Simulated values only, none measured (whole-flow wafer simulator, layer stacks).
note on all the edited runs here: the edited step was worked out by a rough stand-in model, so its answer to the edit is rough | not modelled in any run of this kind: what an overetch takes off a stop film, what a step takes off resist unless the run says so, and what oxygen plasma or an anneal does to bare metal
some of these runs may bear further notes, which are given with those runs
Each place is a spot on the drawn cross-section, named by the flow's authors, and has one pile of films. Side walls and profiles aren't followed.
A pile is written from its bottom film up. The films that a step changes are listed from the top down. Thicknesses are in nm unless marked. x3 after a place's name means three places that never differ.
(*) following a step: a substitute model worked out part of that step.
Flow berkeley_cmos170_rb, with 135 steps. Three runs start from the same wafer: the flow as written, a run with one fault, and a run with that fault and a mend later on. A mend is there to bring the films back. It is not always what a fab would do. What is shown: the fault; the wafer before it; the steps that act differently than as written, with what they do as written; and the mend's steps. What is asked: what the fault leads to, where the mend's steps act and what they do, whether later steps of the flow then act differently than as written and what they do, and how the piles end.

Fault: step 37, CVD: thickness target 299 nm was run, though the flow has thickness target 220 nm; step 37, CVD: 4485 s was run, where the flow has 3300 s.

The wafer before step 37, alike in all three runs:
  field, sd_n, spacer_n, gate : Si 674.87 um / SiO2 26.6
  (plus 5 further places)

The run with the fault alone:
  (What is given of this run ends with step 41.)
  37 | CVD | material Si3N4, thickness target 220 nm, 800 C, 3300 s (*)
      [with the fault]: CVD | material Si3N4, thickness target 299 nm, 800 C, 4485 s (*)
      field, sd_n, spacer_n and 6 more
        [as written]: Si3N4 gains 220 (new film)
        [with the fault]: Si3N4 gains 299 (new film)
  None of the later steps of the flow up to step 41 acts differently than as written at any place that is followed.
  Once step 41 is done, the piles at field, sd_n, spacer_n and 6 more depart from the flow's by more than 2% or 0.5 nm, whichever is larger.
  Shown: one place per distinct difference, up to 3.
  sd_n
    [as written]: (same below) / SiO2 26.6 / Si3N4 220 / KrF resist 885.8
    [with the fault]: (same below) / SiO2 26.6 / Si3N4 299 / KrF resist 885.8
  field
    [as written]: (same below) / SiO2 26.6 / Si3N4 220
    [with the fault]: (same below) / SiO2 26.6 / Si3N4 299

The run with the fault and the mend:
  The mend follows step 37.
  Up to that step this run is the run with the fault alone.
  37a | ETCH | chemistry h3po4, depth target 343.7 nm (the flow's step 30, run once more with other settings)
      field, sd_n, spacer_n and 6 more
        Si3N4 loses 299 (all of it)
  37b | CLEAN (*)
      leaves every film unchanged at each place that is followed
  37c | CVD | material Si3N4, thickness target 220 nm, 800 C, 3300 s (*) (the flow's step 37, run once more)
      field, sd_n, spacer_n and 6 more
        Si3N4 gains 220 (new film)
  None of the later steps of the flow acts differently than as written at any place that is followed.
  At every place that both follow, the piles at the end match the flow's.
